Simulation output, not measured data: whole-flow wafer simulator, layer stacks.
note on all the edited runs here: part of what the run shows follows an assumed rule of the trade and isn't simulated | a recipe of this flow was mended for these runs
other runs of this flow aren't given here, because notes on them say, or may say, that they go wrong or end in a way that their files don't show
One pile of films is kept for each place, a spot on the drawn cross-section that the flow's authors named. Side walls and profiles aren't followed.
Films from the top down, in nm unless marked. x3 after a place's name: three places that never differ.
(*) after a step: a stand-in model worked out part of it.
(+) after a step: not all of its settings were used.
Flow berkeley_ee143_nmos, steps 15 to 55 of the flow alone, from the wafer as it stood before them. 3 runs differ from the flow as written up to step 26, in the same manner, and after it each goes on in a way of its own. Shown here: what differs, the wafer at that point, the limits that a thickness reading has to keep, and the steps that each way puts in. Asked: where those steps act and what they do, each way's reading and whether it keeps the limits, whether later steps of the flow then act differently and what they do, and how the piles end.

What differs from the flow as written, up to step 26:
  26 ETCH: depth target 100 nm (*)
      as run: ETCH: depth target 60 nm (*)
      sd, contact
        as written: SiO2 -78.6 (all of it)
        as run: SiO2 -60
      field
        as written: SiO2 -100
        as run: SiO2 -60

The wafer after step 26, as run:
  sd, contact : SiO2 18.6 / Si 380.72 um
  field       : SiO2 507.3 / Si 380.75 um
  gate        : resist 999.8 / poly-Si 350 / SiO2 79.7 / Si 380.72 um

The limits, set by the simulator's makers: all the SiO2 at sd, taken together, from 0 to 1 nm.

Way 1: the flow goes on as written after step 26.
  The reading after step 26: 18.6 nm, outside the limits.
  Later steps of the flow that act differently than as written (4 more steps differ only slightly, by at most 2% or 0.5 nm, whichever is larger, and aren't shown):
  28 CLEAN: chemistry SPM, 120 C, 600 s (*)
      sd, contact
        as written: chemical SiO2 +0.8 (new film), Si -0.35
        this way: nothing
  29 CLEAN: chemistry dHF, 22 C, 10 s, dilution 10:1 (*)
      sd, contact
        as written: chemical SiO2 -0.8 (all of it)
        this way: SiO2 -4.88
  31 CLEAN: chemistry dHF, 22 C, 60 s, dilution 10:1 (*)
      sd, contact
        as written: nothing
        this way: SiO2 -13.7 (all of it)
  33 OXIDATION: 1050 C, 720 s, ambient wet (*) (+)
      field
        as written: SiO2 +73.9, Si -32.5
        this way: SiO2 +69.6, Si -30.6
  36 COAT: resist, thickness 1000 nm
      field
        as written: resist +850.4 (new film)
        this way: resist +826.2 (new film)
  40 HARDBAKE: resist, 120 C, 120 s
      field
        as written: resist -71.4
        this way: resist -69.3
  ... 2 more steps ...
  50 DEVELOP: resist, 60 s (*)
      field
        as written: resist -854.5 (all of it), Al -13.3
        this way: resist -831.5 (all of it), Al -13.3
  At the end the piles differ from the flow's by more than 2% or 0.5 nm, whichever is larger, at field.
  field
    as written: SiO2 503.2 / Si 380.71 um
    this way: SiO2 538.9 / Si 380.71 um

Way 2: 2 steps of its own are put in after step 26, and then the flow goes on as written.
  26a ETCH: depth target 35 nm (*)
      sd, contact
        SiO2 -18.6 (all of it)
      field
        SiO2 -35
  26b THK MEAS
      changes no film at any place that is followed
  The reading after step 26b: 0 nm, within the limits.
  No later step of the flow acts differently than as written, at any place that is followed, by more than 2% or 0.5 nm, whichever is larger.
  At the end the piles differ from the flow's only slightly at the places that both follow, by at most 2% or 0.5 nm, whichever is larger.

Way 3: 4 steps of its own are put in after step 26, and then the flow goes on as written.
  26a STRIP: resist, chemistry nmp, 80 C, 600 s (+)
      gate
        resist -999.8 (all of it)
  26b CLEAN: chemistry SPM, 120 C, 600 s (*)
      gate
        chemical SiO2 +0.8 (new film), poly-Si -0.35
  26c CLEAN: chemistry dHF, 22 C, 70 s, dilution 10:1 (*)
      sd, contact
        SiO2 -18.6 (all of it)
      gate
        chemical SiO2 -0.8 (all of it)
      field
        SiO2 -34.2
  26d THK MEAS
      changes no film at any place that is followed
  The reading after step 26d: 0 nm, within the limits.
  Later steps of the flow that act differently than as written (10 more steps differ only slightly, by at most 2% or 0.5 nm, whichever is larger, and aren't shown):
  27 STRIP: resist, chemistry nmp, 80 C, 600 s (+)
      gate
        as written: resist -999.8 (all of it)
        this way: nothing
  At the end the piles differ from the flow's only slightly at the places that both follow, by at most 2% or 0.5 nm, whichever is larger.

Within the limits: way 2, way 3. Outside them: way 1.
